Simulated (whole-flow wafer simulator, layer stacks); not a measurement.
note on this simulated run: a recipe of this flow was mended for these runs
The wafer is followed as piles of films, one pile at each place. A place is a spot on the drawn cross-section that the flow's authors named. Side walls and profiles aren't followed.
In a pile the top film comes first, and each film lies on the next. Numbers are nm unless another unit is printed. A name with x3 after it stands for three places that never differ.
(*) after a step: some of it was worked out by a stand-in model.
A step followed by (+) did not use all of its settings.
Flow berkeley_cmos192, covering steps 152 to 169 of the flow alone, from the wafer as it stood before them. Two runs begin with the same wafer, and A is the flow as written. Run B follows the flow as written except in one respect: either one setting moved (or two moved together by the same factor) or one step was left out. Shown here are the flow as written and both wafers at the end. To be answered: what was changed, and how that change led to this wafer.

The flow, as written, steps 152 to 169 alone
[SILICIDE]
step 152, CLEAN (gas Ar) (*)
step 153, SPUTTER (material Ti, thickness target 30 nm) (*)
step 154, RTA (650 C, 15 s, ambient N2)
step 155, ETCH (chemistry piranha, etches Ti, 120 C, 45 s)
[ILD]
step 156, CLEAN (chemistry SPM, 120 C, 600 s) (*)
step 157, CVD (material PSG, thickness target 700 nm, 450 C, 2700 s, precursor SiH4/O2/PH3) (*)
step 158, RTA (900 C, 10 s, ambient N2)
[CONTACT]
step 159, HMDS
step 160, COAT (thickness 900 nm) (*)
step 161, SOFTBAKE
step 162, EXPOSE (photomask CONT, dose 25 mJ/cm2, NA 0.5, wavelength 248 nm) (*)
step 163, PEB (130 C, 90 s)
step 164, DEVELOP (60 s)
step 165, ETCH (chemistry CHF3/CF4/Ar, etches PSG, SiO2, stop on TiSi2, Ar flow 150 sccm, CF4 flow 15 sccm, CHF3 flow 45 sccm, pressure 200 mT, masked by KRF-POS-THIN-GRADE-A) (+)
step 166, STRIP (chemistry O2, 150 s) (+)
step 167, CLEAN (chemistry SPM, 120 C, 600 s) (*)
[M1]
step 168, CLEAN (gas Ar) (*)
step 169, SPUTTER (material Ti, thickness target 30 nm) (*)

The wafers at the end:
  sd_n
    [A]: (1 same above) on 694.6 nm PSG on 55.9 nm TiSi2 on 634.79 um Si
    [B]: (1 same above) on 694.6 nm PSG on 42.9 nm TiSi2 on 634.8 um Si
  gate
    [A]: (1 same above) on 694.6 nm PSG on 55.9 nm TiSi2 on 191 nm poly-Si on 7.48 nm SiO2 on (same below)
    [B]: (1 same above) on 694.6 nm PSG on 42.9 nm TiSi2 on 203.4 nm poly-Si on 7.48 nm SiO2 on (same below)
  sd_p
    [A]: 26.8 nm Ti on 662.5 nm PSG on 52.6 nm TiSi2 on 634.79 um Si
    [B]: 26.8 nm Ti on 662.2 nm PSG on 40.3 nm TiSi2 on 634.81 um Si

The reason: step 153, SPUTTER: thickness target 23 nm was run, though the flow has thickness target 30 nm.

Step by step, how the change led to this:
  step 153, SPUTTER (material Ti, thickness target 30 nm) (*)
      field, sd_n, spacer_n, gate, spacer_p, gate_p, contact, m1: A +30 Ti (new film) | B +23 Ti (new film)
      sd_p: A +28.2 Ti (new film) | B +21.6 Ti (new film)
  step 154, RTA (650 C, 15 s, ambient N2)
      sd_n, contact, m1: A -23.4 Ti, +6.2 TiSi first (new film), +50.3 TiSi2 C49 (new film), -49 Si | B -17.9 Ti, +45.6 TiSi2 C49 (new film), -40.7 Si
      gate, gate_p: A -23.4 Ti, +6.2 TiSi first (new film), +50.3 TiSi2 C49 (new film), -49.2 poly-Si | B -17.9 Ti, +45.6 TiSi2 C49 (new film), -40.9 poly-Si
      (and at 1 other place as well)
  step 155, ETCH (chemistry piranha, etches Ti, 120 C, 45 s)
      sd_n, gate, gate_p, contact, m1: A -6.6 Ti (all of it), -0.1 TiSi first | B -5.06 Ti (all of it), -0.1 TiSi2 C49
      sd_p: A -6.21 Ti (all of it), -0.1 TiSi first | B -4.76 Ti (all of it), -0.1 TiSi2 C49
      (and at 3 other places as well)
  step 158, RTA (900 C, 10 s, ambient N2)
      sd_n, contact, m1: A under 1 film: +55.9 TiSi2 (new film), -6.09 TiSi first (all of it), -50.3 TiSi2 C49 (all of it), -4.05 Si | B under 1 film: +42.9 TiSi2 (new film), -45.5 TiSi2 C49 (all of it)
      gate, gate_p: A under 1 film: +55.9 TiSi2 (new film), -6.09 TiSi first (all of it), -50.3 TiSi2 C49 (all of it), -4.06 poly-Si | B under 1 film: +42.9 TiSi2 (new film), -45.5 TiSi2 C49 (all of it)
      (and at 1 other place as well)
